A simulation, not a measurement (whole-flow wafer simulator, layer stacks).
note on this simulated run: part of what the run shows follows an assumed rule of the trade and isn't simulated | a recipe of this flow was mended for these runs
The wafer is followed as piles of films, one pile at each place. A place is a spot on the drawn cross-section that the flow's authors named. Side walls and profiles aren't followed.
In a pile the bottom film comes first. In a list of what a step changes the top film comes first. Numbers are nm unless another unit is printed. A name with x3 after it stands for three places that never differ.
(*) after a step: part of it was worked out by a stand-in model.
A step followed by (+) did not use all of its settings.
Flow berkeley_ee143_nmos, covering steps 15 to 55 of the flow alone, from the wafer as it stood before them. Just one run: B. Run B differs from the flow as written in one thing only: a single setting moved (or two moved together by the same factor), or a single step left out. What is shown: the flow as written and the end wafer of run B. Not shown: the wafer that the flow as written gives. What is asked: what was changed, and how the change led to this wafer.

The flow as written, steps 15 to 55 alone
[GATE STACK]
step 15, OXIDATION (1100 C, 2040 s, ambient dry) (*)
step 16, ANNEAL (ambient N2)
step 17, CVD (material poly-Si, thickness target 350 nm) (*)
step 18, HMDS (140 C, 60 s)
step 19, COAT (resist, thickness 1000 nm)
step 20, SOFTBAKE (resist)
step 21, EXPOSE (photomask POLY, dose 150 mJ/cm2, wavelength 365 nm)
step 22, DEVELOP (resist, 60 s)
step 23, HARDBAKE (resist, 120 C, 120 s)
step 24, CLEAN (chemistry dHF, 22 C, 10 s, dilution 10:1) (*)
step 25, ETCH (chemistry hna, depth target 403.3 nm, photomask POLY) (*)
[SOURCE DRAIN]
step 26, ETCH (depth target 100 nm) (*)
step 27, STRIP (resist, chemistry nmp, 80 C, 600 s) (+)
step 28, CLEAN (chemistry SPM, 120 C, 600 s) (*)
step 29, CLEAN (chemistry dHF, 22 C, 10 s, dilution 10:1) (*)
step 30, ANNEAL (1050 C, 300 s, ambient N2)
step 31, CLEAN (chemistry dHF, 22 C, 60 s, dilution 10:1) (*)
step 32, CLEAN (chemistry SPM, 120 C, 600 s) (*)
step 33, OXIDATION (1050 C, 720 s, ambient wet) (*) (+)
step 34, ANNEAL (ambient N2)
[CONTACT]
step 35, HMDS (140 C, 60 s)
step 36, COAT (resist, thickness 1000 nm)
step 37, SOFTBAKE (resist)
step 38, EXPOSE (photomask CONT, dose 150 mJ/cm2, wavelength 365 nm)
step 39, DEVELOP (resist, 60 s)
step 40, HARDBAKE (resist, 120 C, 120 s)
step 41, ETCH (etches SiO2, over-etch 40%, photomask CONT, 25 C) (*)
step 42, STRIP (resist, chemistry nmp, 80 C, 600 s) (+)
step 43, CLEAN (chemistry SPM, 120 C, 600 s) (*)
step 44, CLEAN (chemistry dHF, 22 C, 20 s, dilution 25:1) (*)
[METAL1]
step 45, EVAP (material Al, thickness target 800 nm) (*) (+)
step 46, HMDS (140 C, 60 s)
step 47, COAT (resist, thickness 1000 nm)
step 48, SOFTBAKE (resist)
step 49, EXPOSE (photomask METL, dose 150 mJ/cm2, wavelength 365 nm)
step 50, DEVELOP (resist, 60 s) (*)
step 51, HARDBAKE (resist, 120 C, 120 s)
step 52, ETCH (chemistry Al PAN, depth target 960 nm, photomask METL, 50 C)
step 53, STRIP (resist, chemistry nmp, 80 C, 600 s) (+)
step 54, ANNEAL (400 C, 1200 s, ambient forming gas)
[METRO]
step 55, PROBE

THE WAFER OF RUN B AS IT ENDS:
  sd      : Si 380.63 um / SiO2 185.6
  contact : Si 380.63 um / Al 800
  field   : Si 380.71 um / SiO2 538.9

Cause: step 26, ETCH: depth target 60 nm was run, while the flow as written has depth target 100 nm.

The path from the change to this, step by step:
  step 26, ETCH (depth target 100 nm) (*)
      sd, contact: SiO2 loses 60 (it would be, as written: SiO2 loses 78.6 (all of it))
      field: SiO2 loses 60 (it would be, as written: SiO2 loses 100)
  step 28, CLEAN (chemistry SPM, 120 C, 600 s) (*)
      sd, contact: nothing (it would be, as written: chemical SiO2 gains 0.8 (new film), Si loses 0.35)
  step 29, CLEAN (chemistry dHF, 22 C, 10 s, dilution 10:1) (*)
      sd, contact: SiO2 loses 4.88 (it would be, as written: chemical SiO2 loses 0.8 (all of it))
  step 31, CLEAN (chemistry dHF, 22 C, 60 s, dilution 10:1) (*)
      sd, contact: SiO2 loses 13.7 (all of it) (it would be, as written: nothing)
  step 33, OXIDATION (1050 C, 720 s, ambient wet) (*) (+)
      field: SiO2 gains 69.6, Si loses 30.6 (it would be, as written: SiO2 gains 73.9, Si loses 32.5)
  step 36, COAT (resist, thickness 1000 nm)
      field: resist gains 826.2 (new film) (it would be, as written: resist gains 850.4 (new film))
  step 40, HARDBAKE (resist, 120 C, 120 s)
      field: resist loses 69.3 (it would be, as written: resist loses 71.4)
  step 42, STRIP (resist, chemistry nmp, 80 C, 600 s) (+)
      field: resist loses 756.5 (all of it) (it would be, as written: resist loses 778.6 (all of it))
  step 47, COAT (resist, thickness 1000 nm)
      field: resist gains 831.5 (new film) (it would be, as written: resist gains 854.5 (new film))
  step 50, DEVELOP (resist, 60 s) (*)
      field: resist loses 831.5 (all of it), Al loses 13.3 (it would be, as written: resist loses 854.5 (all of it), Al loses 13.3)
